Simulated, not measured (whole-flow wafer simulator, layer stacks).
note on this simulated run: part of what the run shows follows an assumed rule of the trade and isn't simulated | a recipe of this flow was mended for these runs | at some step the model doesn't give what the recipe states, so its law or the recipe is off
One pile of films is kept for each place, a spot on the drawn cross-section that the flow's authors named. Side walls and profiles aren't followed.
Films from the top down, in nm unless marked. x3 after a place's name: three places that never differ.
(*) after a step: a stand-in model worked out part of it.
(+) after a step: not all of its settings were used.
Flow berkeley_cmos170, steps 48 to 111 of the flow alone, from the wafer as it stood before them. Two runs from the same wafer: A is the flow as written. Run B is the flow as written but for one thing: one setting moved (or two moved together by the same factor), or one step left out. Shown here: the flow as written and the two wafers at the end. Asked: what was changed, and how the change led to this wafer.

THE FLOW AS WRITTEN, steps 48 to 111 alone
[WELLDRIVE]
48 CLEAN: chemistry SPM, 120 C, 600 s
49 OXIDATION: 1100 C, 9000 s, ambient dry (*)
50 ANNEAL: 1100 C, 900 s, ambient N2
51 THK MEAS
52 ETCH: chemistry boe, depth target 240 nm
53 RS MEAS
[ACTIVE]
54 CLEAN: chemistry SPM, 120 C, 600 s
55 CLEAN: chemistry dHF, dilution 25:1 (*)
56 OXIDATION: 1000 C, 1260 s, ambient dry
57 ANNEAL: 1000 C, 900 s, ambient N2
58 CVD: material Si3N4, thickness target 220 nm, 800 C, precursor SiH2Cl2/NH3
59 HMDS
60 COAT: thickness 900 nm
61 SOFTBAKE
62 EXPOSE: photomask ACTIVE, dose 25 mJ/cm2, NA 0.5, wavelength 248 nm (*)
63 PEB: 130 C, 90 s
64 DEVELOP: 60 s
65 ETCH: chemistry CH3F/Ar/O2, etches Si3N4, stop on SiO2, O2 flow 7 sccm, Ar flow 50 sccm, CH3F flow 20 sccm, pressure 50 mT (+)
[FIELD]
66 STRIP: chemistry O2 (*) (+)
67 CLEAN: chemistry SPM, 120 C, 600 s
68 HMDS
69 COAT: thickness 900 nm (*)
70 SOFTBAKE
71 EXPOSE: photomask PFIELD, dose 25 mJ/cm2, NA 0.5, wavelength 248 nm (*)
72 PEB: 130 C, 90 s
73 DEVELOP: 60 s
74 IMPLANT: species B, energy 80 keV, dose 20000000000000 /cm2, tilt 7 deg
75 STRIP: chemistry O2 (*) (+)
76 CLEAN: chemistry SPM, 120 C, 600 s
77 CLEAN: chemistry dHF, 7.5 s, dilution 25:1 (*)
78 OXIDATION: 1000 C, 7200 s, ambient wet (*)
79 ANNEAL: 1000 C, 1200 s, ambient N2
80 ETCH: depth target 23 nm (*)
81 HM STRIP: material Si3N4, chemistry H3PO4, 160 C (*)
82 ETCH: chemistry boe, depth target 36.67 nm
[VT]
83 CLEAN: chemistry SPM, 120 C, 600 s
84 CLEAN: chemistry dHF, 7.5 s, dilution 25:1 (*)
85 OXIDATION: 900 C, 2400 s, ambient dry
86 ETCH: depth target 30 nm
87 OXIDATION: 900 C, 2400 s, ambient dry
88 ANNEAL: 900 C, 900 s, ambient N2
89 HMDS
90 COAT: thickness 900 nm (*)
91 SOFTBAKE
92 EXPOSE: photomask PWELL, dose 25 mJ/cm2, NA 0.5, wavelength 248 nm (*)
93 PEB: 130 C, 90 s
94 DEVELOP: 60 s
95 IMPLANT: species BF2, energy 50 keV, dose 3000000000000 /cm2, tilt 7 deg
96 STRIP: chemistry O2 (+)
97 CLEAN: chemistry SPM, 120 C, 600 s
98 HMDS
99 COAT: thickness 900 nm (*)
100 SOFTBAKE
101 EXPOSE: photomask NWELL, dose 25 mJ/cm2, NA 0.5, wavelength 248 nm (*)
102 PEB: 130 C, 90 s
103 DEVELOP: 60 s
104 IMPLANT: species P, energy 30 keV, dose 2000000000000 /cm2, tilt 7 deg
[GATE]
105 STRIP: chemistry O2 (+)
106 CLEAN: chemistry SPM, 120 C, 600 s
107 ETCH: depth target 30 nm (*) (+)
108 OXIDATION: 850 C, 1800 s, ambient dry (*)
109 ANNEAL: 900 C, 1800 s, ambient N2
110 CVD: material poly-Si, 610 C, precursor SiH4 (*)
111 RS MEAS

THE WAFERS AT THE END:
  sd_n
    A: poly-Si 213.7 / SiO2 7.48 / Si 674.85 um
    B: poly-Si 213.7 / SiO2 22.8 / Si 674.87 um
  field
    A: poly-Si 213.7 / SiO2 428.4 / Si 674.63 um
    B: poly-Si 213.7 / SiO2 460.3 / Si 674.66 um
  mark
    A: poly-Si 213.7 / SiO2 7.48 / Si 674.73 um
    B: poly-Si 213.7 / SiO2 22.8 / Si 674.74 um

The cause: step 52, ETCH: depth target 96 nm was run, where the flow has depth target 240 nm.

How the change led to this, step by step:
  52 ETCH: chemistry boe, depth target 240 nm
      field, mark, sd_n and 10 more: A SiO2 -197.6 (all of it) | B SiO2 -96
  54 CLEAN: chemistry SPM, 120 C, 600 s
      field, mark, sd_n and 10 more: A chemical SiO2 +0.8 (new film), Si -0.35 | B nothing
  55 CLEAN: chemistry dHF, dilution 25:1 (*)
      field, mark, sd_n and 10 more: A chemical SiO2 -0.8 (all of it) | B nothing
  56 OXIDATION: 1000 C, 1260 s, ambient dry
      field, mark, sd_n and 10 more: A SiO2 +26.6 (new film), Si -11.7 | B SiO2 +11.7, Si -5.13
  78 OXIDATION: 1000 C, 7200 s, ambient wet (*)
      sd_n, sd_p: A SiO2 +12.1 (new film), Si3N4 -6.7, SiO2 +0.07, Si -0.07 | B SiO2 +12.1 (new film), Si3N4 -6.7
      field: A SiO2 +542, Si -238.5 | B SiO2 +487.3, Si -214.4
  82 ETCH: chemistry boe, depth target 36.67 nm
      mark, sd_n, spacer_n and 9 more: A SiO2 -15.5 (all of it) | B SiO2 -36.7
  83 CLEAN: chemistry SPM, 120 C, 600 s
      mark, sd_n, spacer_n and 9 more: A chemical SiO2 +0.8 (new film), Si -0.35 | B nothing
  84 CLEAN: chemistry dHF, 7.5 s, dilution 25:1 (*)
      mark, sd_n, spacer_n and 9 more: A chemical SiO2 -0.8 (all of it) | B SiO2 -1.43
  85 OXIDATION: 900 C, 2400 s, ambient dry
      mark, sd_n, spacer_n and 9 more: A SiO2 +14.9 (new film), Si -6.57 | B SiO2 +7.62, Si -3.35
  86 ETCH: depth target 30 nm
      mark, sd_n, spacer_n and 9 more: A SiO2 -14.9 (all of it) | B SiO2 -30
  87 OXIDATION: 900 C, 2400 s, ambient dry
      mark, sd_n, spacer_n and 9 more: A SiO2 +14.9 (new film), Si -6.57 | B SiO2 +7.39, Si -3.25
  107 ETCH: depth target 30 nm (*) (+)
      mark, sd_n, spacer_n and 9 more: A SiO2 -14.9 (all of it) | B SiO2 -30
  108 OXIDATION: 850 C, 1800 s, ambient dry (*)
      mark, sd_n, spacer_n and 9 more: A SiO2 +7.48 (new film), Si -3.29 | B SiO2 +3.71, Si -1.63
